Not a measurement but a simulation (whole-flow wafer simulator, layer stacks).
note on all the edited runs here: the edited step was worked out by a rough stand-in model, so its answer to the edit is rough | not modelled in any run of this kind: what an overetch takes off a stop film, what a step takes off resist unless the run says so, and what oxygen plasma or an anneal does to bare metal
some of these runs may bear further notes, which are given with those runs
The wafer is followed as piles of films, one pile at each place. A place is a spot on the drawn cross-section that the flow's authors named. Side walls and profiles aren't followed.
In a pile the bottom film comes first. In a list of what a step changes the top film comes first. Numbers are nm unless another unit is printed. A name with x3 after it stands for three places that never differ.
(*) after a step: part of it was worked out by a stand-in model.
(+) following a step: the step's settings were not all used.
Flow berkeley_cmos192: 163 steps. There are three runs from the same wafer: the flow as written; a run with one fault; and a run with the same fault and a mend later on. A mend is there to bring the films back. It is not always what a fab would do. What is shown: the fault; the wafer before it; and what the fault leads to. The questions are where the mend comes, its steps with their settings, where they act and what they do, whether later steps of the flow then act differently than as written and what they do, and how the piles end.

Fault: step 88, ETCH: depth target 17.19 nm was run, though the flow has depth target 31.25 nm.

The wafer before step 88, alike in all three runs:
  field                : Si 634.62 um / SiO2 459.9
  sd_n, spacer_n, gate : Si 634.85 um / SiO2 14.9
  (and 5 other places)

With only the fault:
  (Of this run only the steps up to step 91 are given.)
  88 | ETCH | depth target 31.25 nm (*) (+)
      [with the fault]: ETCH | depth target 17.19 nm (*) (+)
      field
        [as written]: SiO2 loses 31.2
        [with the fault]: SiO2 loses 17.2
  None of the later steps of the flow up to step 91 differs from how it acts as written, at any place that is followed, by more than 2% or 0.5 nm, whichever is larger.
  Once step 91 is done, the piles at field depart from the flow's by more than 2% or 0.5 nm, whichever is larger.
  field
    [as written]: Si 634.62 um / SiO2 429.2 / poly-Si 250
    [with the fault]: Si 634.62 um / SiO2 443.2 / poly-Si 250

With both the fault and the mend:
  The mend follows step 88.
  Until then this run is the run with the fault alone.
  88a | ETCH | depth target 14.06 nm (*) (+) (a further turn of the flow's step 88, with different settings)
      field
        SiO2 loses 14.1
  None of the later steps of the flow differs from how it acts as written, at any place that is followed, by more than 2% or 0.5 nm, whichever is larger.
  The piles end the same as the flow's at every place that both follow.
